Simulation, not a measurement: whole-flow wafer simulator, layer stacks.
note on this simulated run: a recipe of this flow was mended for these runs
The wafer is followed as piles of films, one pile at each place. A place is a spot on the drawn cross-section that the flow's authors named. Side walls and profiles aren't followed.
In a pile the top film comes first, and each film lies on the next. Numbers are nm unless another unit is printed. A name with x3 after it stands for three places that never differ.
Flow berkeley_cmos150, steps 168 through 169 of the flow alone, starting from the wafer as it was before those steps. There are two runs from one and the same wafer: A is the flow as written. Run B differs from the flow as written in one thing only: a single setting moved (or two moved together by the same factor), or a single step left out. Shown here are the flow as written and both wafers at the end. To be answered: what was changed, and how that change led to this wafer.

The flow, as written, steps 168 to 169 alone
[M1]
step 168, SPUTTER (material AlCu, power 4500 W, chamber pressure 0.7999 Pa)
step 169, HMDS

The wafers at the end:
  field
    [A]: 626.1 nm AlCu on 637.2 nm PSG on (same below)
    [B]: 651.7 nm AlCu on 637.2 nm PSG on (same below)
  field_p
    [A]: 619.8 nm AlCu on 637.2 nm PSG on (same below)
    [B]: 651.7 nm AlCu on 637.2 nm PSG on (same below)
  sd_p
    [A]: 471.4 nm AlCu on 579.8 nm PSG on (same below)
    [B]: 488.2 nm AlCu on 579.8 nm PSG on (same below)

The reason: step 168, SPUTTER: chamber pressure 0.7146 Pa was run, though the flow has chamber pressure 0.7999 Pa.

How this came from the change, step by step:
  step 168, SPUTTER (material AlCu, power 4500 W, chamber pressure 0.7999 Pa)
      field, sd_n, gate_n, gate_p, m1: A AlCu gains 626.1 (new film) | B AlCu gains 651.7 (new film)
      field_p: A AlCu gains 619.8 (new film) | B AlCu gains 651.7 (new film)
      (as well as at 2 more places)
